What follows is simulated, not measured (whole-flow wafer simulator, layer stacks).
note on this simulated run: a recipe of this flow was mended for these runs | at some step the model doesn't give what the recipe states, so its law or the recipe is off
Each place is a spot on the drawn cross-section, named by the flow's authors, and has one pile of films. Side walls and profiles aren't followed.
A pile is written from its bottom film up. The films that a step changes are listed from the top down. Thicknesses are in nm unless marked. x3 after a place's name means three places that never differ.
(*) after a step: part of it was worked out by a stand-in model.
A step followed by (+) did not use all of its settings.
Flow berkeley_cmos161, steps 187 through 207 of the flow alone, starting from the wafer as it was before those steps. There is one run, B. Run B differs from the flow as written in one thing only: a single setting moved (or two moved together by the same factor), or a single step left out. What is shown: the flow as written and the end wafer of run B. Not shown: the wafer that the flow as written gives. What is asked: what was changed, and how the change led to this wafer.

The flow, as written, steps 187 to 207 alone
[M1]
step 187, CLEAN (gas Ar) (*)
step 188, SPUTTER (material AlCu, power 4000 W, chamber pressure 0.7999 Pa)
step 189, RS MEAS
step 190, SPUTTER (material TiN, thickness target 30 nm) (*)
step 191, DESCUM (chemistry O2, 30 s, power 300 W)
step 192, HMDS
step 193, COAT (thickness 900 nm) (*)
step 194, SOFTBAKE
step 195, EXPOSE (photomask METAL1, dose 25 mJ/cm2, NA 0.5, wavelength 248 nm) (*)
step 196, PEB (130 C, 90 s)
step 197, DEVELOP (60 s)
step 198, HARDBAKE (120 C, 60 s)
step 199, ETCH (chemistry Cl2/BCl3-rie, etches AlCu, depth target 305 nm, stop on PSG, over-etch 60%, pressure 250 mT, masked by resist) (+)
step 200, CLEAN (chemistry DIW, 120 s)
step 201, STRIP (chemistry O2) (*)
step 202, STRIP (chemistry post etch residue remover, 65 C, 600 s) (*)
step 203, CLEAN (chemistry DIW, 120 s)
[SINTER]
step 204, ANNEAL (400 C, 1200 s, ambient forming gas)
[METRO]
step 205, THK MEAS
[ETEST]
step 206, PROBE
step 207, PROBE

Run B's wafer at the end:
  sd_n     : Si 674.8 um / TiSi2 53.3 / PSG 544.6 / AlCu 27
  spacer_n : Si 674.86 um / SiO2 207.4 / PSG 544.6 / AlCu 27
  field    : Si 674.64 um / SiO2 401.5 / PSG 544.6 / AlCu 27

What caused this: step 188, SPUTTER: chamber pressure 0.518 Pa was run, whereas the flow has chamber pressure 0.7999 Pa; step 199, ETCH: depth target 198 nm was run, where the flow has depth target 305 nm.

How this came from the change, step by step:
  step 188, SPUTTER (material AlCu, power 4000 W, chamber pressure 0.7999 Pa)
      field, sd_n, spacer_n, gate_n, spacer_p, gate_p, m1: +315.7 AlCu (new film) (in the flow as written it would be: +275.8 AlCu (new film))
      sd_p: +268.4 AlCu (new film) (in the flow as written it would be: +235.4 AlCu (new film))
      (and at 1 other place as well)
  step 199, ETCH (chemistry Cl2/BCl3-rie, etches AlCu, depth target 305 nm, stop on PSG, over-etch 60%, pressure 250 mT, masked by resist) (+)
      field, sd_n, spacer_n, gate_n, spacer_p, gate_p: -30 TiN (all of it), -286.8 AlCu (in the flow as written it would be: -30 TiN (all of it), -275.8 AlCu (all of it), -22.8 PSG)
      contact, m1: -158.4 KrF-resist (in the flow as written it would be: -244 KrF-resist)
      (and at 1 other place as well)
  step 201, STRIP (chemistry O2) (*)
      contact: -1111 KrF-resist (all of it) (in the flow as written it would be: -1013 KrF-resist (all of it))
      m1: -622.8 KrF-resist (all of it) (in the flow as written it would be: -537.5 KrF-resist (all of it))
  step 202, STRIP (chemistry post etch residue remover, 65 C, 600 s) (*)
      field, sd_n, spacer_n, gate_n, spacer_p, gate_p: -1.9 AlCu (in the flow as written it would be: nothing)
Taking metal films that touch as one body, sd_n has 1 body; the flow as written gives 0 bodies.
Taking metal films that touch as one body, spacer_n has 1 body; the flow as written gives 0 bodies.
Taking metal films that touch as one body, field has 1 body; the flow as written gives 0 bodies.
